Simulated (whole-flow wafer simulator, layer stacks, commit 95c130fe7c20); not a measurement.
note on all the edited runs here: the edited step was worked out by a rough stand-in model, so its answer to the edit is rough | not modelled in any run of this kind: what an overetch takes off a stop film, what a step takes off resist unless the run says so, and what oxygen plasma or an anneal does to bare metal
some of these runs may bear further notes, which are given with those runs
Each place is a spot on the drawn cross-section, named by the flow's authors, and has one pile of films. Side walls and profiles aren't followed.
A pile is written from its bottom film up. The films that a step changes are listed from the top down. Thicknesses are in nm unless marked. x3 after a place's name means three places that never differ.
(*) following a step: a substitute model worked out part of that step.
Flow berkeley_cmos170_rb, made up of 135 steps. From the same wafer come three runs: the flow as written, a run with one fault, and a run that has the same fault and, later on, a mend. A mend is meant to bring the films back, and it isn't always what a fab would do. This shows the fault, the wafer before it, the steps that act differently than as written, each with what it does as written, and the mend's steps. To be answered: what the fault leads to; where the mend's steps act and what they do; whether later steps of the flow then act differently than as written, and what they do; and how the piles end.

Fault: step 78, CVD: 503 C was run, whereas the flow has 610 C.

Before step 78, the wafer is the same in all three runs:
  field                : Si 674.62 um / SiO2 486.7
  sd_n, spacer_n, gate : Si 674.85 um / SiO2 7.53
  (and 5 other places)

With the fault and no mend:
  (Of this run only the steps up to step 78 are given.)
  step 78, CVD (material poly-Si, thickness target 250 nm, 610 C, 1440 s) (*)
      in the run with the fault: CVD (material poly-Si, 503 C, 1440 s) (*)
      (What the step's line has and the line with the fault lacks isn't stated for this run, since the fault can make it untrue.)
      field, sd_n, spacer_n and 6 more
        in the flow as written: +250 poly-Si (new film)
        in the run with the fault: +15.2 poly-Si (new film)
  After step 78, at field, sd_n, spacer_n and 6 more, the piles differ from the flow's by more than 2% or 0.5 nm, whichever is larger.
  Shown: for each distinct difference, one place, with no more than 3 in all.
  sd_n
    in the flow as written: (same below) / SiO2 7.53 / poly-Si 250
    in the run with the fault: (same below) / SiO2 7.53 / poly-Si 15.2
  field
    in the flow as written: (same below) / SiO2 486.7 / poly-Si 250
    in the run with the fault: (same below) / SiO2 486.7 / poly-Si 15.2

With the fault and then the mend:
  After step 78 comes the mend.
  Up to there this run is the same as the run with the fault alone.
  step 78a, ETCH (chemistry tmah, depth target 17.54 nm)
      field, sd_n, spacer_n and 6 more
        -15.2 poly-Si (all of it)
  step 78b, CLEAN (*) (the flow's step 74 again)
      alters no film at any place that is followed
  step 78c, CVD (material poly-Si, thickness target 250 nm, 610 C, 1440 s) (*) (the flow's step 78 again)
      field, sd_n, spacer_n and 6 more
        +250 poly-Si (new film)
  Later steps of the flow that are run all act as written at every place that is followed, up to a difference of at most 2% or 0.5 nm, whichever is larger.
  At every place that both follow, the piles at the end match the flow's.
